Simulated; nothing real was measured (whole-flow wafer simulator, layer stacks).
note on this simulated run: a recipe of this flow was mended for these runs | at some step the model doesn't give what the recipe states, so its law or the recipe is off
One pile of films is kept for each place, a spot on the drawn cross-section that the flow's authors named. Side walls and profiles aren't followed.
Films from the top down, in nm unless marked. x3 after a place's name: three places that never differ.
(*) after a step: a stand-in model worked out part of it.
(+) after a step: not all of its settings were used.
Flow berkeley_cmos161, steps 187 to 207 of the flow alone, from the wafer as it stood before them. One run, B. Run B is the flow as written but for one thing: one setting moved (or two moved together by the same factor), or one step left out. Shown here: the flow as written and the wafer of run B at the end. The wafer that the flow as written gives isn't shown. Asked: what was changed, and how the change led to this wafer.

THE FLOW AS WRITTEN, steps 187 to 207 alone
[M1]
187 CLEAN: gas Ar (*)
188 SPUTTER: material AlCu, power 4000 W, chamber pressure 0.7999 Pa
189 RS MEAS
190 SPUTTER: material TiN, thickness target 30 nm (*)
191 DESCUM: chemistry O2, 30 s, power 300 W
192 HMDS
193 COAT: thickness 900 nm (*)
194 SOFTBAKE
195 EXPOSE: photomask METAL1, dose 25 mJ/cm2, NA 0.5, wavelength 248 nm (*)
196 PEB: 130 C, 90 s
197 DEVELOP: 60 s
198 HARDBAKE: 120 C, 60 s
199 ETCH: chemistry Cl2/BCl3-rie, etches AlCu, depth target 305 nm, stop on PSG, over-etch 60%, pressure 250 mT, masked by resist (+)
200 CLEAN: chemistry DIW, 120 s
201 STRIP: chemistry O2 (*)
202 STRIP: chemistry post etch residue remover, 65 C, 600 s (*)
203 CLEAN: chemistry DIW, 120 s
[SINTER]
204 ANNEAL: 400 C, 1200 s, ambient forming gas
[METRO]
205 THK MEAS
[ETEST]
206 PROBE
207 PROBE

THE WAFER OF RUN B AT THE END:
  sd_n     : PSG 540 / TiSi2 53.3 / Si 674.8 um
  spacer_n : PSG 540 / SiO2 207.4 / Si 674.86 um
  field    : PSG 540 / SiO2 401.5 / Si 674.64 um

The cause: step 199, ETCH: depth target 214 nm was run, where the flow has depth target 305 nm.

How the change led to this, step by step:
  199 ETCH: chemistry Cl2/BCl3-rie, etches AlCu, depth target 305 nm, stop on PSG, over-etch 60%, pressure 250 mT, masked by resist (+)
      field, sd_n, spacer_n, gate_n, spacer_p, gate_p: TiN -30 (all of it), AlCu -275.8 (all of it), PSG -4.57 (as written it would be: TiN -30 (all of it), AlCu -275.8 (all of it), PSG -22.8)
      contact, m1: KrF-resist -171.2 (as written it would be: KrF-resist -244)
      (and at 1 more place)
  201 STRIP: chemistry O2 (*)
      contact: KrF-resist -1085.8 (all of it) (as written it would be: KrF-resist -1013 (all of it))
      m1: KrF-resist -610.3 (all of it) (as written it would be: KrF-resist -537.5 (all of it))
